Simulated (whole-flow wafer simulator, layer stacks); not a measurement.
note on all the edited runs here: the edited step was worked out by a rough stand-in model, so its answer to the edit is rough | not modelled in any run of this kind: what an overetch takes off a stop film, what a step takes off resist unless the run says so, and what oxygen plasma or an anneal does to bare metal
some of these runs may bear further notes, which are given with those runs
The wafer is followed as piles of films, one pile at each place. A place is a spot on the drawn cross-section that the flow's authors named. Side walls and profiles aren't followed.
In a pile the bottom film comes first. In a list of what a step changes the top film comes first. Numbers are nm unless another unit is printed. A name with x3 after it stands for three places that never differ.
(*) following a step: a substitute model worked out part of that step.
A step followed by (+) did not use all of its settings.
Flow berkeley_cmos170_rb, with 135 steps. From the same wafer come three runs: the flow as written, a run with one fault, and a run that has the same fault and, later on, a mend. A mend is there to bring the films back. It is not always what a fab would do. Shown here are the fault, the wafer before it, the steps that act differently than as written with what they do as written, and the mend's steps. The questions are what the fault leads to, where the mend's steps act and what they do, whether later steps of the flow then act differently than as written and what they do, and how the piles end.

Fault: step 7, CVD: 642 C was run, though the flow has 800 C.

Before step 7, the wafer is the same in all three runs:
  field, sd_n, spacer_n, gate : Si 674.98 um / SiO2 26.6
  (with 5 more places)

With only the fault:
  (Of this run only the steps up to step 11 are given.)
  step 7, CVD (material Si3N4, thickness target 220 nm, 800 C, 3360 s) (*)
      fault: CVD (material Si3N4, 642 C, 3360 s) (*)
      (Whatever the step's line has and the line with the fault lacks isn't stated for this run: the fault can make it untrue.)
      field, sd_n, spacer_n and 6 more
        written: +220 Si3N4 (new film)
        fault: +9.02 Si3N4 (new film)
  Every later step of the flow up to step 11 that is run acts as written at every place that is followed.
  The piles after step 11 differ from the flow's at field, sd_n, spacer_n and 6 more by more than 2% or 0.5 nm, whichever is larger.
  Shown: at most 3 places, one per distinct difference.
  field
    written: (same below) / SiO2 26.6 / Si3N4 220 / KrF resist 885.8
    fault: (same below) / SiO2 26.6 / Si3N4 9.02 / KrF resist 885.8
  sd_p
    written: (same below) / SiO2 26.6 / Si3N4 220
    fault: (same below) / SiO2 26.6 / Si3N4 9.02

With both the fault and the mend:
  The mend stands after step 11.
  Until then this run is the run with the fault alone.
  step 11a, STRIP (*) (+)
      field, sd_n, spacer_n, gate, contact, m1
        -885.8 KrF resist (all of it)
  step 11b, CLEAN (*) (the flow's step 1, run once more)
      alters no film at any place that is followed
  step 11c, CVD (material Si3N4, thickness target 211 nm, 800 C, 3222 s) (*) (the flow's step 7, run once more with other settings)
      field, sd_n, spacer_n and 6 more
        +211 Si3N4
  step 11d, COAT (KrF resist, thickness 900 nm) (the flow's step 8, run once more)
      field, sd_n, spacer_n and 6 more
        +900 KrF resist (new film)
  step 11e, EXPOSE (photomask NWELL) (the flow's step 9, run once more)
      alters no film at any place that is followed
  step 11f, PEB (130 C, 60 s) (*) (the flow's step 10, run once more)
      alters no film at any place that is followed
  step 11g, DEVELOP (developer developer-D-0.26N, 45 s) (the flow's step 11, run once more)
      field, sd_n, spacer_n, gate, contact, m1
        -14.2 KrF resist
      sd_p, spacer_p, gate_p
        -900 KrF resist (all of it)
  Every later step of the flow that is run acts as written at every place that is followed.
  By the end, the piles equal the flow's at every place that both follow.
